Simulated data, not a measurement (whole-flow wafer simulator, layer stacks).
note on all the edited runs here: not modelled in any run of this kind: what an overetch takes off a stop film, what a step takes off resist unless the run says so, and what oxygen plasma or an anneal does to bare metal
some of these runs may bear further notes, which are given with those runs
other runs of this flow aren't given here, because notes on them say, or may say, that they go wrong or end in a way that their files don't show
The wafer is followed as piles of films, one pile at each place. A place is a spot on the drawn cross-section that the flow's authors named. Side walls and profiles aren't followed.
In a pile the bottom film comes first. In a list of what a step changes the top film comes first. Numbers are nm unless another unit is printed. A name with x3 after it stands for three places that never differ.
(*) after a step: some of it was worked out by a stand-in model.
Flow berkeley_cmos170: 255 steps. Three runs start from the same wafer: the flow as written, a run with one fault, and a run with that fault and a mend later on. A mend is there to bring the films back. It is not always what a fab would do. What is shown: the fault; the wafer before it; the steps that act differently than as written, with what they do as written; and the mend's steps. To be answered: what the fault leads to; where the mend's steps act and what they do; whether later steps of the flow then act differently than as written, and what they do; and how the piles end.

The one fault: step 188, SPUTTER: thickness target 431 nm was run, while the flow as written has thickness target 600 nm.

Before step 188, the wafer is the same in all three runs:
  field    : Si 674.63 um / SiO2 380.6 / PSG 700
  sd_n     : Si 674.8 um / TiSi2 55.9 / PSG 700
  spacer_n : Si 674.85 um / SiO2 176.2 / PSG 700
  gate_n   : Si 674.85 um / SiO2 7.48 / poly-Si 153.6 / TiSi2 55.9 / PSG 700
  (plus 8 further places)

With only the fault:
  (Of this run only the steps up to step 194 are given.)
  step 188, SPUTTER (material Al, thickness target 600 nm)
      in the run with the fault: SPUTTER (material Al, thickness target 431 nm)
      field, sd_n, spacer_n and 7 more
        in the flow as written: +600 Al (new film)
        in the run with the fault: +431 Al (new film)
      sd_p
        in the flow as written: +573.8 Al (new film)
        in the run with the fault: +406.8 Al (new film)
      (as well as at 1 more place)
  Steps further on in the flow that do not act as written (2 more steps, not shown, differ only slightly: by at most 2% or 0.5 nm, whichever is larger):
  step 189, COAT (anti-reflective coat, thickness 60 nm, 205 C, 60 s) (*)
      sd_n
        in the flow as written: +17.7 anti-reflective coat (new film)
        in the run with the fault: +12.8 anti-reflective coat (new film)
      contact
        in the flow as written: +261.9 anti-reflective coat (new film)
        in the run with the fault: +242.6 anti-reflective coat (new film)
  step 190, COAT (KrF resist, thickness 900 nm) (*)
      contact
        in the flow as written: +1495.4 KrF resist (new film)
        in the run with the fault: +1457.1 KrF resist (new film)
  After step 194, at field, sd_n, spacer_n and 9 more, the piles differ from the flow's by more than 2% or 0.5 nm, whichever is larger.
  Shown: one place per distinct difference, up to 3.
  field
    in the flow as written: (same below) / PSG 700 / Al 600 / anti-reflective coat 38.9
    in the run with the fault: (same below) / PSG 700 / Al 431 / anti-reflective coat 38.9
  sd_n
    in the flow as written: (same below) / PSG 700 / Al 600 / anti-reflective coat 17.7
    in the run with the fault: (same below) / PSG 700 / Al 431 / anti-reflective coat 12.8
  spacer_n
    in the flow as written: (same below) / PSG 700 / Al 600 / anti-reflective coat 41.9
    in the run with the fault: (same below) / PSG 700 / Al 431 / anti-reflective coat 41.7

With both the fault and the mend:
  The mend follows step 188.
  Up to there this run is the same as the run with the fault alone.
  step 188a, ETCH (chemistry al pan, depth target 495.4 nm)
      field, sd_n, spacer_n and 7 more
        -431 Al (all of it)
      sd_p
        -406.8 Al (all of it)
      contact
        -302.3 Al (all of it)
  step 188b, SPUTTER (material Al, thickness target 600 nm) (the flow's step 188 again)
      field, sd_n, spacer_n and 7 more
        +600 Al (new film)
      sd_p
        +573.8 Al (new film)
      contact
        +415.7 Al (new film)
  Later steps of the flow that are run all act as written at every place that is followed.
  At every place that both follow, the piles at the end match the flow's.
